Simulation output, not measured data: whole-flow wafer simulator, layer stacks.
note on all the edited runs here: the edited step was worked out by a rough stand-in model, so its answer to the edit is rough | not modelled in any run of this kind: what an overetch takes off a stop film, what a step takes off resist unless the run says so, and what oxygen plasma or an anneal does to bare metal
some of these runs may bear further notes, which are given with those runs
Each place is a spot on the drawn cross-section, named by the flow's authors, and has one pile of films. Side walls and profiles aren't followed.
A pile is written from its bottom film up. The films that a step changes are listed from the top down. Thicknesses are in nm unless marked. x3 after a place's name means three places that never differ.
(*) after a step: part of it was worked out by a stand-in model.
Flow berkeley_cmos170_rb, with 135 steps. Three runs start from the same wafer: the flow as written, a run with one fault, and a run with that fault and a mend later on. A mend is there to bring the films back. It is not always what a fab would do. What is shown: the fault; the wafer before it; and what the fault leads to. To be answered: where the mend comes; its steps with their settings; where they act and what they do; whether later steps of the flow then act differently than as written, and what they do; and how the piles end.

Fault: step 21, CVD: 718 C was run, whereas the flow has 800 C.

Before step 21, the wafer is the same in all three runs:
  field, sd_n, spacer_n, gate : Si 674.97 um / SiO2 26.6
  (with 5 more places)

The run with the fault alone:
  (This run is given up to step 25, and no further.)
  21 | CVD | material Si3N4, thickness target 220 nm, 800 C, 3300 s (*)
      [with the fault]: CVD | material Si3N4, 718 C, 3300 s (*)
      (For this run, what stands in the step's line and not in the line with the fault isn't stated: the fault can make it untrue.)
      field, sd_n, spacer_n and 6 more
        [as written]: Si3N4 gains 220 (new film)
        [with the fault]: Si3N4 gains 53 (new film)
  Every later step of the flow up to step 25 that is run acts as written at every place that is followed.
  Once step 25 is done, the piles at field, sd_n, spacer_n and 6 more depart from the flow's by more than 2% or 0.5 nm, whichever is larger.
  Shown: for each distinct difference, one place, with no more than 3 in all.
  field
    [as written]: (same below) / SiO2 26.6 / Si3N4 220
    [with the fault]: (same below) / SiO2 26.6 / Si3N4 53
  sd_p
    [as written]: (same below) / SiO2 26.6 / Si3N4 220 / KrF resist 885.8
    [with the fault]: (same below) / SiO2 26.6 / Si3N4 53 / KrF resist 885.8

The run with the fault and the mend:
  The mend stands after step 21.
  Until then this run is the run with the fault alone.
  21a | CVD | material Si3N4, thickness target 167 nm, 800 C, 2505 s (*) (the flow's step 21, run once more with other settings)
      field, sd_n, spacer_n and 6 more
        Si3N4 gains 167
  Every later step of the flow that is run acts as written at every place that is followed.
  The piles end the same as the flow's at every place that both follow.
